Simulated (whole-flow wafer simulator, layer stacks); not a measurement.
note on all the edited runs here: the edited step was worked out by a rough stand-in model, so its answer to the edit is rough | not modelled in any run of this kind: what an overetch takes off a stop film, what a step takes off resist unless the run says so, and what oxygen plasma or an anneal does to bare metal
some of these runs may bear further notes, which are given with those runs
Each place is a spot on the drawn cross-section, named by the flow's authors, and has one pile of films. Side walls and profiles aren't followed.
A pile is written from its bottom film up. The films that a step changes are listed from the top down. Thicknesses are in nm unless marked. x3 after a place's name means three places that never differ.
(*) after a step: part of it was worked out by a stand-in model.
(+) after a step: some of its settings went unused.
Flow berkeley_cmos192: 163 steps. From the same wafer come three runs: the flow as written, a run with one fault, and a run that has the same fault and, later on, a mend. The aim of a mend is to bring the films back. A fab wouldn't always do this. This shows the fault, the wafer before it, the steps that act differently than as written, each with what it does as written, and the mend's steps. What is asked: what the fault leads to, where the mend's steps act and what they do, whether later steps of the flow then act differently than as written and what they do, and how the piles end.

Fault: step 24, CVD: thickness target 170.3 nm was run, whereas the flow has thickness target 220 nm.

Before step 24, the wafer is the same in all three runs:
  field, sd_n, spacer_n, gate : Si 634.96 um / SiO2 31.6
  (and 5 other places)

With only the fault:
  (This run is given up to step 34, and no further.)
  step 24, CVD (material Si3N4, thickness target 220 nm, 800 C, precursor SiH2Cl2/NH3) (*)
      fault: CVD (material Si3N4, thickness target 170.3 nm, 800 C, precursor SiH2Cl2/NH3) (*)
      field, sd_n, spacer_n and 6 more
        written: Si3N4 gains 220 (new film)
        fault: Si3N4 gains 170.3 (new film)
  Later steps of the flow acting differently than as written:
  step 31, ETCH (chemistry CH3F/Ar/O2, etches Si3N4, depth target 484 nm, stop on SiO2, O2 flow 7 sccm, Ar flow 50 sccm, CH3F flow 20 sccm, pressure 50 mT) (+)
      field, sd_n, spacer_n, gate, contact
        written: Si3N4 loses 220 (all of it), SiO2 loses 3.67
        fault: Si3N4 loses 170.3 (all of it), SiO2 loses 3.67
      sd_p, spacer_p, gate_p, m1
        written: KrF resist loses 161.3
        fault: KrF resist loses 128.2
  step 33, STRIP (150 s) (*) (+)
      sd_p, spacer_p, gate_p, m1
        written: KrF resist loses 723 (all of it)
        fault: KrF resist loses 756.2 (all of it)
  After step 34, at sd_p, spacer_p, gate_p, m1, the piles differ from the flow's by more than 2% or 0.5 nm, whichever is larger.
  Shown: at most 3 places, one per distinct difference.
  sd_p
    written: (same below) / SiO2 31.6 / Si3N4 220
    fault: (same below) / SiO2 31.6 / Si3N4 170.3

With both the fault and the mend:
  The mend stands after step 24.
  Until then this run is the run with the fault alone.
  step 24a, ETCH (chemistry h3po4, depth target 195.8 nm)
      field, sd_n, spacer_n and 6 more
        Si3N4 loses 170.3 (all of it)
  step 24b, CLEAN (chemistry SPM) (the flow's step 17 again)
      alters no film at any place that is followed
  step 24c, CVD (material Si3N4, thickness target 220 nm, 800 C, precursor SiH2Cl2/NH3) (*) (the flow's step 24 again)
      field, sd_n, spacer_n and 6 more
        Si3N4 gains 220 (new film)
  None of the later steps of the flow acts differently than as written at any place that is followed.
  At every place that both follow, the piles at the end match the flow's.
